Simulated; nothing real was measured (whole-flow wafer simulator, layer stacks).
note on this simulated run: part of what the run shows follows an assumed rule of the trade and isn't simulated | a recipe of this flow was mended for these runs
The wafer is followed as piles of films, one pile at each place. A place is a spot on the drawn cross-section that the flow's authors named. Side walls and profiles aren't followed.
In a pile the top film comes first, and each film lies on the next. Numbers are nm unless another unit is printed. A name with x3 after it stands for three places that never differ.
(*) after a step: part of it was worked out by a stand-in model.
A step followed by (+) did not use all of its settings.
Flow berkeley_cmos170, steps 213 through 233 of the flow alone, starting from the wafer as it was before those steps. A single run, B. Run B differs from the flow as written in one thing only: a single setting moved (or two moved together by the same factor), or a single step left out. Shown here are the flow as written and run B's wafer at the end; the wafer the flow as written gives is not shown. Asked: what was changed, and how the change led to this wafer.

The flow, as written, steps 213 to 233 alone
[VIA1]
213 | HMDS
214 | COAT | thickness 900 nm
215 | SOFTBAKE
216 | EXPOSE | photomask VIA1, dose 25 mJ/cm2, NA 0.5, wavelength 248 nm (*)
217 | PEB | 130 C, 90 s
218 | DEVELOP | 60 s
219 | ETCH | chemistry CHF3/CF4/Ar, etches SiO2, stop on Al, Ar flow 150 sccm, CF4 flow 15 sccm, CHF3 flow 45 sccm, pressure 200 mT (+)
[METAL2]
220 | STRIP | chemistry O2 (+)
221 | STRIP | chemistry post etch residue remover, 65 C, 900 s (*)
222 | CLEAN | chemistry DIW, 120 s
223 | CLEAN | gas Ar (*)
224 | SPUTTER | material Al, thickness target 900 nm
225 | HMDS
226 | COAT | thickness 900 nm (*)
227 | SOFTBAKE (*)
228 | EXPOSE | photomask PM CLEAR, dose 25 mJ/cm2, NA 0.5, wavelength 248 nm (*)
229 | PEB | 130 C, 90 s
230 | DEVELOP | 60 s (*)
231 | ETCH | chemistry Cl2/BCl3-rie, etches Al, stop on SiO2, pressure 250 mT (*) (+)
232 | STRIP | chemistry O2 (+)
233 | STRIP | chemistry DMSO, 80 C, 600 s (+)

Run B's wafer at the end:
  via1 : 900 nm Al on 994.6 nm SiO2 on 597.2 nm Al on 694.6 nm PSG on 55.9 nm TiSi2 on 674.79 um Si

The reason: step 219, ETCH: chemistry CHF3/CF4/Ar, etches SiO2, stop on Al, Ar flow 150 sccm, CF4 flow 15 sccm, CHF3 flow 45 sccm, pressure 200 mT (+), was not run.

How this came from the change, step by step:
  220 | STRIP | chemistry O2 (+)
      field, mark, sd_n and 9 more: KrF-resist loses 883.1 (all of it) (as written it would have been: KrF-resist loses 607.6 (all of it))
  221 | STRIP | chemistry post etch residue remover, 65 C, 900 s (*)
      via1: nothing (as written it would have been: Al loses 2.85)
  223 | CLEAN | gas Ar (*)
      via1: SiO2 loses 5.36 (as written it would have been: Al loses 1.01)
  224 | SPUTTER | material Al, thickness target 900 nm
      via1: Al gains 900 (new film) (as written it would have been: Al gains 259.4)
  226 | COAT | thickness 900 nm (*)
      m1: KrF-resist gains 900 (new film) (as written it would have been: KrF-resist gains 821.4 (new film))
      via1: KrF-resist gains 900 (new film) (as written it would have been: KrF-resist gains 2428.6 (new film))
      (and at 1 other place as well)
  229 | PEB | 130 C, 90 s
      via1: KrF-resist loses 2 (as written it would have been: KrF-resist loses 7.55)
  232 | STRIP | chemistry O2 (+)
      contact: KrF-resist loses 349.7 (all of it) (as written it would have been: KrF-resist loses 339.5 (all of it))
      m1: KrF-resist loses 349.7 (all of it) (as written it would have been: KrF-resist loses 271.3 (all of it))
      (and at 3 other places as well)
If metal films that touch count as one body, via1 has 2 bodies (between them, from the top down: SiO2 994.6); the flow as written gives 1 body.
